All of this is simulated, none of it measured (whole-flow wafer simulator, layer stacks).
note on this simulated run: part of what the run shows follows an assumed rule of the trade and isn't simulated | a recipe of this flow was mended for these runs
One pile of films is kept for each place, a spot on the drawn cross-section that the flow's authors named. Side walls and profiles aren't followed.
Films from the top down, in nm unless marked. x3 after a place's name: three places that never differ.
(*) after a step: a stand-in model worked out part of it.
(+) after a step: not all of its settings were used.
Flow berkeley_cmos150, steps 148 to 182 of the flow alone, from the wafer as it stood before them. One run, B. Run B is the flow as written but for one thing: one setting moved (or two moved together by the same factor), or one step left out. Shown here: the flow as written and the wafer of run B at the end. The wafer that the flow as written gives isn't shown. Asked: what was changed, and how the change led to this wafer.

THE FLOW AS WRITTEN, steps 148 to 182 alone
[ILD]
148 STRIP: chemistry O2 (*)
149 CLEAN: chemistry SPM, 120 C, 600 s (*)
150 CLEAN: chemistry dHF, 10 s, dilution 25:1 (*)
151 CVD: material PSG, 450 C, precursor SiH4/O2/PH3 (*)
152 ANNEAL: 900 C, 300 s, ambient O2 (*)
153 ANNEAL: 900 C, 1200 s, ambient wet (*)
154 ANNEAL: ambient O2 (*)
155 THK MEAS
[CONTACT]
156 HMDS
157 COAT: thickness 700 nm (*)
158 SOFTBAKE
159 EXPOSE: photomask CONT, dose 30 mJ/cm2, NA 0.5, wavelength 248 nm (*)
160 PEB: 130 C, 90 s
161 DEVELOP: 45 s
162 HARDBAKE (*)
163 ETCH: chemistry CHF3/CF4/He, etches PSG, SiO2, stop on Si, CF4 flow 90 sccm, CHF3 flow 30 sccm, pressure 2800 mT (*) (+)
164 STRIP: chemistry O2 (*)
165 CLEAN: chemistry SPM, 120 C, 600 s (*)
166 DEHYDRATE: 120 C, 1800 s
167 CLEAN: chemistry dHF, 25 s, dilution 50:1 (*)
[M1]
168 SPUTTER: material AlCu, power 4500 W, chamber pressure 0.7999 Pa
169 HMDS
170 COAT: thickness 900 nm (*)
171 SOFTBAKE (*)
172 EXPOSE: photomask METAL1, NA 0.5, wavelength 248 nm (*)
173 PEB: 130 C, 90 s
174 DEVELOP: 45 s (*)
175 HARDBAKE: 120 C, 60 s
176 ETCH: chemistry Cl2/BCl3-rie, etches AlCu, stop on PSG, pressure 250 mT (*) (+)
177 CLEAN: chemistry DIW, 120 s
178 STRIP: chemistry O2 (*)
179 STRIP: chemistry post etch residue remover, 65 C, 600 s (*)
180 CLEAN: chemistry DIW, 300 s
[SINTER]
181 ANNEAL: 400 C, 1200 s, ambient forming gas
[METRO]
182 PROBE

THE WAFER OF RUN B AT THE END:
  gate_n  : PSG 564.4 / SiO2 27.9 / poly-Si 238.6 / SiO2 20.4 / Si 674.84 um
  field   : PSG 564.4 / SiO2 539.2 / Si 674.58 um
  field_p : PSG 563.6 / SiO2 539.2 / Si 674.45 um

The cause: step 151, CVD: 440 C was run, where the flow has 450 C.

How the change led to this, step by step:
  151 CVD: material PSG, 450 C, precursor SiH4/O2/PH3 (*)
      field, field_p, sd_n, gate_n, gate_p, contact, m1: PSG +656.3 (new film) (as written it would be: PSG +700 (new film))
      sd_p: PSG +600.8 (new film) (as written it would be: PSG +639.5 (new film))
  153 ANNEAL: 900 C, 1200 s, ambient wet (*)
      sd_n, contact, m1: PSG -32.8, SiO2 +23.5, Si -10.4 (as written it would be: PSG -35, SiO2 +22.8, Si -10)
      field, field_p: PSG -32.8, SiO2 +16.6, Si -7.33 (as written it would be: PSG -35, SiO2 +16.3, Si -7.15)
      (and at 3 more places)
  163 ETCH: chemistry CHF3/CF4/He, etches PSG, SiO2, stop on Si, CF4 flow 90 sccm, CHF3 flow 30 sccm, pressure 2800 mT (*) (+)
      field, field_p, sd_n, gate_n, sd_p, gate_p, m1: KrF-resist -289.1 (as written it would be: KrF-resist -303.7)
      contact: PSG -623.5 (all of it), SiO2 -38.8 (all of it), Si -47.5 (as written it would be: PSG -665 (all of it), SiO2 -38.1 (all of it), Si -47.5)
  164 STRIP: chemistry O2 (*)
      field: KrF-resist -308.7 (all of it) (as written it would be: KrF-resist -294.5 (all of it))
      field_p: KrF-resist -410.5 (all of it) (as written it would be: KrF-resist -397.1 (all of it))
      (and at 4 more places)
  168 SPUTTER: material AlCu, power 4500 W, chamber pressure 0.7999 Pa
      contact: AlCu +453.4 (new film) (as written it would be: AlCu +443.6 (new film))
  170 COAT: thickness 900 nm (*)
      contact: thick-KrF-resist +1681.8 (new film) (as written it would be: thick-KrF-resist +1720.1 (new film))
  175 HARDBAKE: 120 C, 60 s
      contact: thick-KrF-resist -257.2 (as written it would be: thick-KrF-resist -263.1)
  178 STRIP: chemistry O2 (*)
      contact: thick-KrF-resist -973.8 (all of it) (as written it would be: thick-KrF-resist -1006.2 (all of it))
